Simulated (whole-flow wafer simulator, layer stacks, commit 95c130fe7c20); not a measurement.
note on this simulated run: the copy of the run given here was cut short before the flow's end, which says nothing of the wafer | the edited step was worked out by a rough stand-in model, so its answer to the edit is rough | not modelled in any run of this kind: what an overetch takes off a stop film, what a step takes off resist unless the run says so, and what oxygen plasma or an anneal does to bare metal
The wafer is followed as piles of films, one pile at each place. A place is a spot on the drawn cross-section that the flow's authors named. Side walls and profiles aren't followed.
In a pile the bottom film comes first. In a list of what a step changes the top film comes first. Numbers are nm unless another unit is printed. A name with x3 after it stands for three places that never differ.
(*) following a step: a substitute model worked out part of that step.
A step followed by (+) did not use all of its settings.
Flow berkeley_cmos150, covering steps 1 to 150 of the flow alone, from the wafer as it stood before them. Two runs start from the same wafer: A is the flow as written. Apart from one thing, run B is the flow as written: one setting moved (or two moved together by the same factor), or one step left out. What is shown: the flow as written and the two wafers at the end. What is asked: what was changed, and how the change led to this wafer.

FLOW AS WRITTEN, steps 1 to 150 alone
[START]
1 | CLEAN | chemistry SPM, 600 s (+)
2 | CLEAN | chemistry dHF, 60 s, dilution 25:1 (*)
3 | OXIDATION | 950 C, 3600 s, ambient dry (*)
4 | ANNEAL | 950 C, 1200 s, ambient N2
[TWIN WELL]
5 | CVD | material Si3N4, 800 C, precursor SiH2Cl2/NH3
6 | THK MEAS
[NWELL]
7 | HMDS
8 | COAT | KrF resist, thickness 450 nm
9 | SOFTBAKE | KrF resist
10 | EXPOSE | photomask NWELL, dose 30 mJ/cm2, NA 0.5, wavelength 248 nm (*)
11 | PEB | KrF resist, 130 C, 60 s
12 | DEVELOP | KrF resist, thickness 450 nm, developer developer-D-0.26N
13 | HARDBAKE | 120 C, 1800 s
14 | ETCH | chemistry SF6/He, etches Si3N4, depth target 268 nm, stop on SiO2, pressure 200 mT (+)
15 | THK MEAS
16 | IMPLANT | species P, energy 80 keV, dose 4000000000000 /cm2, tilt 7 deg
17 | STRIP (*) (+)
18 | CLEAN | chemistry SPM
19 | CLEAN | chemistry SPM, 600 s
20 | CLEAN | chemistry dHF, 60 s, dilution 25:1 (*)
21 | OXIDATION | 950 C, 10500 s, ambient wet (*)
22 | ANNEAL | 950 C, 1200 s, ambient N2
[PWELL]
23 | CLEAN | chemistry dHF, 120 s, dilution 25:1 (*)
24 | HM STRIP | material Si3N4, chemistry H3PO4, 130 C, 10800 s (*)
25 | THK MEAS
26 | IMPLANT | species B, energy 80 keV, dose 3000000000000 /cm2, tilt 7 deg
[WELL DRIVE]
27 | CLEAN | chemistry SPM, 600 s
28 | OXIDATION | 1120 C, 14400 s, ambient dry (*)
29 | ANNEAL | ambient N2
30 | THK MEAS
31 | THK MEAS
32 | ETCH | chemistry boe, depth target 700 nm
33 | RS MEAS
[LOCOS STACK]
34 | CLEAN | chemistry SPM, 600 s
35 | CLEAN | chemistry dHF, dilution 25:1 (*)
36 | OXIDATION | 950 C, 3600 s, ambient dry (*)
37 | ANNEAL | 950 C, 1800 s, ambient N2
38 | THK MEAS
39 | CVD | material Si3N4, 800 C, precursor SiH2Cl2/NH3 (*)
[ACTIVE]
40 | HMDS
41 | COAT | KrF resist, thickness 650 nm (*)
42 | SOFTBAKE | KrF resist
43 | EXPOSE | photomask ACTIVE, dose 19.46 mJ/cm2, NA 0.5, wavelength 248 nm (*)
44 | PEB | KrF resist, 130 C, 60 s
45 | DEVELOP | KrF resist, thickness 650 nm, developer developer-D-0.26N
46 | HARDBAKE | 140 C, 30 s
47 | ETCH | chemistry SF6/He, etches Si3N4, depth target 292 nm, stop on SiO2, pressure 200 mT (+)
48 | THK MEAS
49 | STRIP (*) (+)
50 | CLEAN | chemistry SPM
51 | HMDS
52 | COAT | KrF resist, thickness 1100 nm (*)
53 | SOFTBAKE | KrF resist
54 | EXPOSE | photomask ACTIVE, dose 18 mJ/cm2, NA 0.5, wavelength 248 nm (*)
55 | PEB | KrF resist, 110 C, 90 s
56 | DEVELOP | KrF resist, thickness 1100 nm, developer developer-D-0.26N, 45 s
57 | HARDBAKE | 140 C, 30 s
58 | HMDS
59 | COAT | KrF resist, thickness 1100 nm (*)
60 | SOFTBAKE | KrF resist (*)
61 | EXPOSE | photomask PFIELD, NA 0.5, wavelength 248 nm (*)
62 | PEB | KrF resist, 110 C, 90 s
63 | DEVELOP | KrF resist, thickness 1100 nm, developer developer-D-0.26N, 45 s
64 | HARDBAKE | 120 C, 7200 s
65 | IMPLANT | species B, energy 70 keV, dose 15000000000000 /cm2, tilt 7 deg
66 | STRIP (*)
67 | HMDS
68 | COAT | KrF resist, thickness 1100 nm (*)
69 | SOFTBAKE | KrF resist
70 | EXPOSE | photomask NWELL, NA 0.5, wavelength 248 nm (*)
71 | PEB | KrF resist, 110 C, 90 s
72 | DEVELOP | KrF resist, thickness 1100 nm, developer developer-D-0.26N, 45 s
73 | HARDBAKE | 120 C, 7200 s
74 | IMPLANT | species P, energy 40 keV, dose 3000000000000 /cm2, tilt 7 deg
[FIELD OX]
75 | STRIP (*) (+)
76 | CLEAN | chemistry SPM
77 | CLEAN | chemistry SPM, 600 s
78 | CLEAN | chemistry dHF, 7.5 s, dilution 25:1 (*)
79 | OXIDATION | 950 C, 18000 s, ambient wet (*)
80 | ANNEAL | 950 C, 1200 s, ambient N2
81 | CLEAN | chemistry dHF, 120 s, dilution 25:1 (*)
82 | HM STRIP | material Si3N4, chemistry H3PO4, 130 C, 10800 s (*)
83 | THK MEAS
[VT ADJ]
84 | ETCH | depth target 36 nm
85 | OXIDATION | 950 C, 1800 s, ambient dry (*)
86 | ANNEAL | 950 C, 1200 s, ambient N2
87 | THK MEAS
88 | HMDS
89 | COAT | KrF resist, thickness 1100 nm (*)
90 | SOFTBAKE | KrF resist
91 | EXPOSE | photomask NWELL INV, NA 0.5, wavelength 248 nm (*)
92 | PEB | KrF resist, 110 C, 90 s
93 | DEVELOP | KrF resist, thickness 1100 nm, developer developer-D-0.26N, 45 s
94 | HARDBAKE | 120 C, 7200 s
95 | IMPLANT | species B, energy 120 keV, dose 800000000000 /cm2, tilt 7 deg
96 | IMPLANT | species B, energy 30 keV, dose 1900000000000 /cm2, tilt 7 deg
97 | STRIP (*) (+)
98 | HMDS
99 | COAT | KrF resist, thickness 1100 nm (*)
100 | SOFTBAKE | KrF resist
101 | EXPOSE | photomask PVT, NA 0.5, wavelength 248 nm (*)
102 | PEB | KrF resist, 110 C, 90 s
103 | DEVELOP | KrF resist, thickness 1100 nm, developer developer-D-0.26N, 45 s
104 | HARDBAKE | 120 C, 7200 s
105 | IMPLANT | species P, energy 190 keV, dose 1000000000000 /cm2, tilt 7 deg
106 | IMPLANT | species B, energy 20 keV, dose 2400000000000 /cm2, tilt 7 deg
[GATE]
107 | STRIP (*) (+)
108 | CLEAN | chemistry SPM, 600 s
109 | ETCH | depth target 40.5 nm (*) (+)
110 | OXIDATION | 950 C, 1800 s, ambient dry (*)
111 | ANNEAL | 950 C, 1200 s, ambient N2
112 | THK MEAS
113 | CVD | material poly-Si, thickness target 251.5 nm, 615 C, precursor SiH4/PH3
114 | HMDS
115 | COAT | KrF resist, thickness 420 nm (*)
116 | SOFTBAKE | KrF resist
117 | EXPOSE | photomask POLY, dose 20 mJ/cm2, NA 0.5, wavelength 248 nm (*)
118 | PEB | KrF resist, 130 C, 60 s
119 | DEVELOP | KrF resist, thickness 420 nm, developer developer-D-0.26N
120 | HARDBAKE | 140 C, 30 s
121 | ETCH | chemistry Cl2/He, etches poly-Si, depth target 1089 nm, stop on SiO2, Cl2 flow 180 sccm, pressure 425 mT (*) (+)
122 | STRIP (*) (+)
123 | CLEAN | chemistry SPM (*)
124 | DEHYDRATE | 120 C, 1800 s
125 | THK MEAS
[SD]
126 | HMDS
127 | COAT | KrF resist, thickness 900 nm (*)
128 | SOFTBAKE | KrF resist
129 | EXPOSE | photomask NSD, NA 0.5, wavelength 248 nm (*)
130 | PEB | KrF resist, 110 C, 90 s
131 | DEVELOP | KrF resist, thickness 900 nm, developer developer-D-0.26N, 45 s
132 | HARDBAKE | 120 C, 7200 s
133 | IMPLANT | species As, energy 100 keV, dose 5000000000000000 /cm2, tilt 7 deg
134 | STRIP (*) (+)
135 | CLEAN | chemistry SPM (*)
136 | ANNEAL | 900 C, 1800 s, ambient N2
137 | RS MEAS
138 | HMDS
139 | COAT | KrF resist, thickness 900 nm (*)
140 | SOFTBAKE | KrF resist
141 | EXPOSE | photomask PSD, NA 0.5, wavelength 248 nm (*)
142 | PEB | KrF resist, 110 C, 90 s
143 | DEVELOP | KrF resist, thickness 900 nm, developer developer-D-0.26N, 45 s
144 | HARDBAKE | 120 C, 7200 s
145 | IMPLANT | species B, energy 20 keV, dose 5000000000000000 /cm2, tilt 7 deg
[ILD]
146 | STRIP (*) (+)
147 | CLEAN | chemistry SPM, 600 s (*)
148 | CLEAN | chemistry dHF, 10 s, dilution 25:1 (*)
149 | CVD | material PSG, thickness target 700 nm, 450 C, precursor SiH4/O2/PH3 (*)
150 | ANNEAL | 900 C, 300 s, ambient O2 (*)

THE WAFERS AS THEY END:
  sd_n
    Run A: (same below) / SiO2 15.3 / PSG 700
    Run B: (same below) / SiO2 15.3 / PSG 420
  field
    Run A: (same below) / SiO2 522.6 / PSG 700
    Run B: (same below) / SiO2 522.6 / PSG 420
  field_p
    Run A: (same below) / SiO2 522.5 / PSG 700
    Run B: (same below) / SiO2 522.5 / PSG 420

Cause: step 149, CVD: thickness target 420 nm was run, though the flow has thickness target 700 nm.
One can read it off the wafer: sd_n has PSG 420, and step 149 as written asks for 700 nm.

Step by step, how the change led to this:
  149 | CVD | material PSG, thickness target 700 nm, 450 C, precursor SiH4/O2/PH3 (*)
      field, field_p, sd_n, gate_n, gate_p, contact, m1: A +700 PSG (new film) | B +420 PSG (new film)
      sd_p: A +639.5 PSG (new film) | B +388.5 PSG (new film)
